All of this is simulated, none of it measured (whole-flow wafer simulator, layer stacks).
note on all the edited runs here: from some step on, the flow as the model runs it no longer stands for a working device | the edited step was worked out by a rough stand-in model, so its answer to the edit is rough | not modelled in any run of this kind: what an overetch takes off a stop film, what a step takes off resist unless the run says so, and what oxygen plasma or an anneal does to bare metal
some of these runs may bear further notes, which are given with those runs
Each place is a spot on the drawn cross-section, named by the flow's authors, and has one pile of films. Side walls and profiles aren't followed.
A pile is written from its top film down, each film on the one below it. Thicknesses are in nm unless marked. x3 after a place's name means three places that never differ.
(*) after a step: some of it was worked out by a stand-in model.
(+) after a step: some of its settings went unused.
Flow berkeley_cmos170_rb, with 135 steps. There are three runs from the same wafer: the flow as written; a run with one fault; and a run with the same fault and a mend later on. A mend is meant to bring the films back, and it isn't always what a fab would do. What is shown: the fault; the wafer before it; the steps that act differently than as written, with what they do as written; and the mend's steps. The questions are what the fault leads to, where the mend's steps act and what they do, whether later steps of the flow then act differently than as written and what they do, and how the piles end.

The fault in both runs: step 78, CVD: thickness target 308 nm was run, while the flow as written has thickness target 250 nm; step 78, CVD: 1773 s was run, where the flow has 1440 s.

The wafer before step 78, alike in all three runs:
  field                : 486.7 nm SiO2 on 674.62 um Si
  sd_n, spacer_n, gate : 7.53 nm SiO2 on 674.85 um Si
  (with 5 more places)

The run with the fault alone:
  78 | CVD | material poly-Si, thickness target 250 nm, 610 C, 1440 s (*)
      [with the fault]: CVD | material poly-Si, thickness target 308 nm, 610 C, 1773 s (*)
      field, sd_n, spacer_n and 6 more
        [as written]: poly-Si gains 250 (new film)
        [with the fault]: poly-Si gains 308 (new film)
  Later steps of the flow acting differently than as written (9 other steps are not shown; they differ only slightly, by no more than 2% or 0.5 nm, whichever is larger):
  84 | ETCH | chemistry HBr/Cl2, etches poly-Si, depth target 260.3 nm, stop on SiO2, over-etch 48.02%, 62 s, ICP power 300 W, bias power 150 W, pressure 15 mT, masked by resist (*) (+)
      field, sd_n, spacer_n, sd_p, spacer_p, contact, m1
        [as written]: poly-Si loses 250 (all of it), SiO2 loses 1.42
        [with the fault]: poly-Si loses 308 (all of it), SiO2 loses 0.39
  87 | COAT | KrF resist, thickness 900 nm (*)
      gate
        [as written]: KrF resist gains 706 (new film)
        [with the fault]: KrF resist gains 661.5 (new film)
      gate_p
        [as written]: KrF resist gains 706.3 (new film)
        [with the fault]: KrF resist gains 662.1 (new film)
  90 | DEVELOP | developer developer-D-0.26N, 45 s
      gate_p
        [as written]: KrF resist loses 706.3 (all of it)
        [with the fault]: KrF resist loses 662.1 (all of it)
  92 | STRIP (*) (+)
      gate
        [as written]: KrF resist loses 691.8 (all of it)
        [with the fault]: KrF resist loses 647.3 (all of it)
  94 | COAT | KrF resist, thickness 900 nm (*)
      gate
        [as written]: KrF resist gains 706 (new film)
        [with the fault]: KrF resist gains 661.5 (new film)
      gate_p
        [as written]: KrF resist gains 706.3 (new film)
        [with the fault]: KrF resist gains 662.1 (new film)
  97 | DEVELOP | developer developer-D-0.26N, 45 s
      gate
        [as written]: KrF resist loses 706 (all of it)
        [with the fault]: KrF resist loses 661.5 (all of it)
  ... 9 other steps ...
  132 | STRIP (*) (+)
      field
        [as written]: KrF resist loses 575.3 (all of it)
        [with the fault]: KrF resist loses 587.5 (all of it)
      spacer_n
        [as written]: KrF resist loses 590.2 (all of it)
        [with the fault]: KrF resist loses 563.7 (all of it)
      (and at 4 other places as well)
  By the end, the piles at spacer_n, gate, spacer_p, gate_p depart from the flow's by more than 2% or 0.5 nm, whichever is larger.
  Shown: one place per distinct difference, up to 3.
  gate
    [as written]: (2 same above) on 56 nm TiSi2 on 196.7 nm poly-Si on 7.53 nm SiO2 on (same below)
    [with the fault]: (2 same above) on 56 nm TiSi2 on 254.7 nm poly-Si on 7.53 nm SiO2 on (same below)
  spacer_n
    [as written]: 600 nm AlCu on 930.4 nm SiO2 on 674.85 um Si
    [with the fault]: 600 nm AlCu on 988.4 nm SiO2 on 674.85 um Si
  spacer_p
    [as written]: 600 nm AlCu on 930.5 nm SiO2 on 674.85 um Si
    [with the fault]: 600 nm AlCu on 988.5 nm SiO2 on 674.85 um Si

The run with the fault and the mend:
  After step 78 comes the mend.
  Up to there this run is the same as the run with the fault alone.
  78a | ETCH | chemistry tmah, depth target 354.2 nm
      field, sd_n, spacer_n and 6 more
        poly-Si loses 308 (all of it)
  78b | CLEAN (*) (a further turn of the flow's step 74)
      does not change any film at any place that is followed
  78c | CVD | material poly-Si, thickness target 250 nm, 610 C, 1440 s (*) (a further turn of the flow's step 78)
      field, sd_n, spacer_n and 6 more
        poly-Si gains 250 (new film)
  Later steps of the flow that are run all act as written at every place that is followed.
  The piles end the same as the flow's at every place that both follow.
